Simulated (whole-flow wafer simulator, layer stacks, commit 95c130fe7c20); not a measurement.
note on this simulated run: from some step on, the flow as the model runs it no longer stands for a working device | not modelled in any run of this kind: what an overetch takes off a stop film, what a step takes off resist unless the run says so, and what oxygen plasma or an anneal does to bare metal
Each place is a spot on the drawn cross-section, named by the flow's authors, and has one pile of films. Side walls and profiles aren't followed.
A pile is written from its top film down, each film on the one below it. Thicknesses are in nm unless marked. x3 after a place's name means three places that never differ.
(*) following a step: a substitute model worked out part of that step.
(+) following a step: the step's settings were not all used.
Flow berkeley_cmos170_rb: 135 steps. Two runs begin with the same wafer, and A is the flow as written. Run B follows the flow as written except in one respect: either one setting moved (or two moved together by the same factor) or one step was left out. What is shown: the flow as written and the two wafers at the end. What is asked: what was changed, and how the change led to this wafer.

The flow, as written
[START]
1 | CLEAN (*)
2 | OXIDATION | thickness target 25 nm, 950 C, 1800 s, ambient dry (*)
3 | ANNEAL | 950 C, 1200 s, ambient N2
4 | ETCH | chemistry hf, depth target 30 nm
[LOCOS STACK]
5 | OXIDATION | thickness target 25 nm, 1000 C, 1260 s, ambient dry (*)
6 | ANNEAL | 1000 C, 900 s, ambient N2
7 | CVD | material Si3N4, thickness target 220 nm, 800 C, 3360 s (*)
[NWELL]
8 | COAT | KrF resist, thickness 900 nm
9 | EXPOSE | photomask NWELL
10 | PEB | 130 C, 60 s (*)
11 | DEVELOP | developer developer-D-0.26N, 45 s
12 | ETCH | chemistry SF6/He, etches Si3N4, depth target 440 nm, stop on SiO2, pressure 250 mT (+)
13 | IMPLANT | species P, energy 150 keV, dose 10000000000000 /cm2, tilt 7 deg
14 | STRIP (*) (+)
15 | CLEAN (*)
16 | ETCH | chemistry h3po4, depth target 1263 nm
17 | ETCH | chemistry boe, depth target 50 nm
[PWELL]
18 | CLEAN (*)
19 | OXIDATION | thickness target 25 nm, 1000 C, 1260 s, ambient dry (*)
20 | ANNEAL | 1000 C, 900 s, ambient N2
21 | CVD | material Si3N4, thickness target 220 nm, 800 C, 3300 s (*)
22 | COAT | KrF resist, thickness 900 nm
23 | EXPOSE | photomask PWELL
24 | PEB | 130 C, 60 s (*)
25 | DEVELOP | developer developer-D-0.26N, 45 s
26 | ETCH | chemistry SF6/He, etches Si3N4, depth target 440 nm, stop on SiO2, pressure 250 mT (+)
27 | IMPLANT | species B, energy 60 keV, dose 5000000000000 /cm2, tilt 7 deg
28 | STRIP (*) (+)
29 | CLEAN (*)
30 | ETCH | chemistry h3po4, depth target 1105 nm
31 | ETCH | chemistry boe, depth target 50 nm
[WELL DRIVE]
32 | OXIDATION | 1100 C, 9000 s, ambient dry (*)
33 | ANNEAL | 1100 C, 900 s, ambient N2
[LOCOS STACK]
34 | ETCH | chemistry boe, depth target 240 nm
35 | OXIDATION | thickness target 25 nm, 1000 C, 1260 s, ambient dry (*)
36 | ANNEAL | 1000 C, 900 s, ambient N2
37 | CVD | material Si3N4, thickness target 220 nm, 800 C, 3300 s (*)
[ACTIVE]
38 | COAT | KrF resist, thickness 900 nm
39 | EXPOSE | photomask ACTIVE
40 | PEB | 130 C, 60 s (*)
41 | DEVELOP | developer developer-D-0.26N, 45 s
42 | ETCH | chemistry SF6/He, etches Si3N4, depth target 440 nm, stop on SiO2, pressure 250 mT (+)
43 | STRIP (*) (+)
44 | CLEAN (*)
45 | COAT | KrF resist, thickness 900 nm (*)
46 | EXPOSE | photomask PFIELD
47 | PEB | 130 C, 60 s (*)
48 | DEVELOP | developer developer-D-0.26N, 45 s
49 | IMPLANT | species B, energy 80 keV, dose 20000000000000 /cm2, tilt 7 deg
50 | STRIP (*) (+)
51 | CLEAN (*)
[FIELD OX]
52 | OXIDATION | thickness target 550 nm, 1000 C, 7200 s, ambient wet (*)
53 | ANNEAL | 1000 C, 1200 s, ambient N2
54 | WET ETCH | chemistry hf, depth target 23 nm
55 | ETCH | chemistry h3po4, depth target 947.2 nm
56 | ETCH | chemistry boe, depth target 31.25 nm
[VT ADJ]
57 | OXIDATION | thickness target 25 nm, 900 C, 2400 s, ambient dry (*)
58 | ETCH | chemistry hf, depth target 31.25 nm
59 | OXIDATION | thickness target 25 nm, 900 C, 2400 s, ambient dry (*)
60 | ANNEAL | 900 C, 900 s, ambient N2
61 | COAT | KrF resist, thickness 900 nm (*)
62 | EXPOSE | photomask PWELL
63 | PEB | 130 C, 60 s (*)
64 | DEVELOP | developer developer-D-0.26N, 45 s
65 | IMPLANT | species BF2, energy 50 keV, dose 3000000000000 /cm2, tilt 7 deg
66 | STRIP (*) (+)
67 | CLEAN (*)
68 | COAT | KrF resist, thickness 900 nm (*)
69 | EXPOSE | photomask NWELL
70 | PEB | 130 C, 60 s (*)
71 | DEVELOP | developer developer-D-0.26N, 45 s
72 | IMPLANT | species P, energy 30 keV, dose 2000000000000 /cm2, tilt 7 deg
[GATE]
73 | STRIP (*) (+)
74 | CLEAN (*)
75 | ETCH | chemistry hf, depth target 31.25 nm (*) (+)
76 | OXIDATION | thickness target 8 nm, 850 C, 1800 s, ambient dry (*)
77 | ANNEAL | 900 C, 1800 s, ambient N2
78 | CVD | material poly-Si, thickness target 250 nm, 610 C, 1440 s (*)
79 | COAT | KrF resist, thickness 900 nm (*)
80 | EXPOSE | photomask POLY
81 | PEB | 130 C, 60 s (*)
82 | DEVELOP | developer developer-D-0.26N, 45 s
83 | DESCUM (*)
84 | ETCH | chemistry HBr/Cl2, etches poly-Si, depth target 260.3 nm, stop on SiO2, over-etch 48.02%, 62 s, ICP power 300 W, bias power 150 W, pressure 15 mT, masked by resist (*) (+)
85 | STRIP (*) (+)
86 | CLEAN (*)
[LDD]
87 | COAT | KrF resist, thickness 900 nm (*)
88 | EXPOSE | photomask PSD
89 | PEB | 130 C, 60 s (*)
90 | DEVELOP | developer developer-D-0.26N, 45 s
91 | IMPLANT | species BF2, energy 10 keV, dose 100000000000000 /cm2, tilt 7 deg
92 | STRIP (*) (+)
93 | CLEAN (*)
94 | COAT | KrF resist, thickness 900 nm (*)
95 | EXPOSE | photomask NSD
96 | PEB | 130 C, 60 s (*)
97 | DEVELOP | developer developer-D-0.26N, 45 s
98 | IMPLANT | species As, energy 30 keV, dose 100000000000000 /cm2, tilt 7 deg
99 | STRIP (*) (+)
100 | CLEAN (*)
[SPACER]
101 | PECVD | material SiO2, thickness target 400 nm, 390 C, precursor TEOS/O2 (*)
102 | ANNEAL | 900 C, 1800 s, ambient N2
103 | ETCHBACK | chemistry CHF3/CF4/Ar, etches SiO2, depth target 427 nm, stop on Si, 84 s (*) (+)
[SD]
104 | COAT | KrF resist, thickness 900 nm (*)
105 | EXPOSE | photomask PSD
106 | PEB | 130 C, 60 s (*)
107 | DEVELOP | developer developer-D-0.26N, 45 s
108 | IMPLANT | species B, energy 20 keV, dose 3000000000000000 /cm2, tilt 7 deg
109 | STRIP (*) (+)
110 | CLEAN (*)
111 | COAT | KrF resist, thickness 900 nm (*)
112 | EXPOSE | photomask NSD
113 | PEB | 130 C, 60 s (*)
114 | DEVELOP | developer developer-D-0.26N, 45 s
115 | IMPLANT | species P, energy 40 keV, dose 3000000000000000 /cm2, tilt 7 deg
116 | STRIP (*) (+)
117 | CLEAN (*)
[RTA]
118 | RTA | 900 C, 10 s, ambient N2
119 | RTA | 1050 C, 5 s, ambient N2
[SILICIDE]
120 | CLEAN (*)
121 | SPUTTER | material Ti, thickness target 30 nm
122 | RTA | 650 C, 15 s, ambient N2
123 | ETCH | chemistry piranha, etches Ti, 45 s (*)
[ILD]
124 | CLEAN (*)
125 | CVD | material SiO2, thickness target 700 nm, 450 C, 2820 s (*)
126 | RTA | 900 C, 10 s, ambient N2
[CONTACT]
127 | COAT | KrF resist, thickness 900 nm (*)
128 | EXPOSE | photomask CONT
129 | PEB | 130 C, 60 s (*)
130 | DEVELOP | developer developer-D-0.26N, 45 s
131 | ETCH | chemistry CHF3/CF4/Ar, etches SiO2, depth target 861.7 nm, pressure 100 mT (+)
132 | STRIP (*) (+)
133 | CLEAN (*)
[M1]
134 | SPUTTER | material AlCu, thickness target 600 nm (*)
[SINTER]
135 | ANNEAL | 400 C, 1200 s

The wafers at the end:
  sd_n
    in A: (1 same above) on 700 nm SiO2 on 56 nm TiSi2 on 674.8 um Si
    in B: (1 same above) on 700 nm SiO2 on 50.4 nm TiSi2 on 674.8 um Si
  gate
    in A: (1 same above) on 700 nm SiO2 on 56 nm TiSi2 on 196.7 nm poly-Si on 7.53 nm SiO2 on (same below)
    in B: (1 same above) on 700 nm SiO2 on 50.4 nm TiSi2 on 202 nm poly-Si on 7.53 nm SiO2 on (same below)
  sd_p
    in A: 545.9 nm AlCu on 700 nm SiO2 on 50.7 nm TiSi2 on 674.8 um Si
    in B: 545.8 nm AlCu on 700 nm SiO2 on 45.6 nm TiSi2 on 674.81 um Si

Cause: step 121, SPUTTER: thickness target 27 nm was run, though the flow has thickness target 30 nm.

The path from the change to this, step by step:
  121 | SPUTTER | material Ti, thickness target 30 nm
      field, sd_n, spacer_n, gate, spacer_p, gate_p, contact, m1: A Ti gains 30 (new film) | B Ti gains 27 (new film)
      sd_p: A Ti gains 27.1 (new film) | B Ti gains 24.4 (new film)
  122 | RTA | 650 C, 15 s, ambient N2
      sd_p: A Ti loses 21.1, TiSi first gains 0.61 (new film), TiSi2 C49 gains 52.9 (new film), Si loses 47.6 | B Ti loses 19, TiSi2 C49 gains 48.4 (new film), Si loses 43.2
      sd_n, contact, m1: A Ti loses 23.4, TiSi first gains 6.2 (new film), TiSi2 C49 gains 50.3 (new film), Si loses 49 | B Ti loses 21.1, TiSi first gains 0.4 (new film), TiSi2 C49 gains 53 (new film), Si loses 47.5
      (and at 2 other places as well)
  123 | ETCH | chemistry piranha, etches Ti, 45 s (*)
      sd_n, gate, gate_p, contact, m1: A Ti loses 6.6 (all of it) | B Ti loses 5.94 (all of it)
      field, spacer_n, spacer_p: A Ti loses 30 (all of it) | B Ti loses 27 (all of it)
      (and at 1 other place as well)
  126 | RTA | 900 C, 10 s, ambient N2
      sd_p: A under 1 film: TiSi2 gains 50.7 (new film), TiSi first loses 0.61 (all of it), TiSi2 C49 loses 52.9 (all of it), Si loses 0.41 | B under 1 film: TiSi2 gains 45.6 (new film), TiSi2 C49 loses 48.4 (all of it)
      sd_n, contact, m1: A under 1 film: TiSi2 gains 56 (new film), TiSi first loses 6.2 (all of it), TiSi2 C49 loses 50.3 (all of it), Si loses 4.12 | B under 1 film: TiSi2 gains 50.4 (new film), TiSi first loses 0.4 (all of it), TiSi2 C49 loses 53 (all of it), Si loses 0.27
      (and at 2 other places as well)
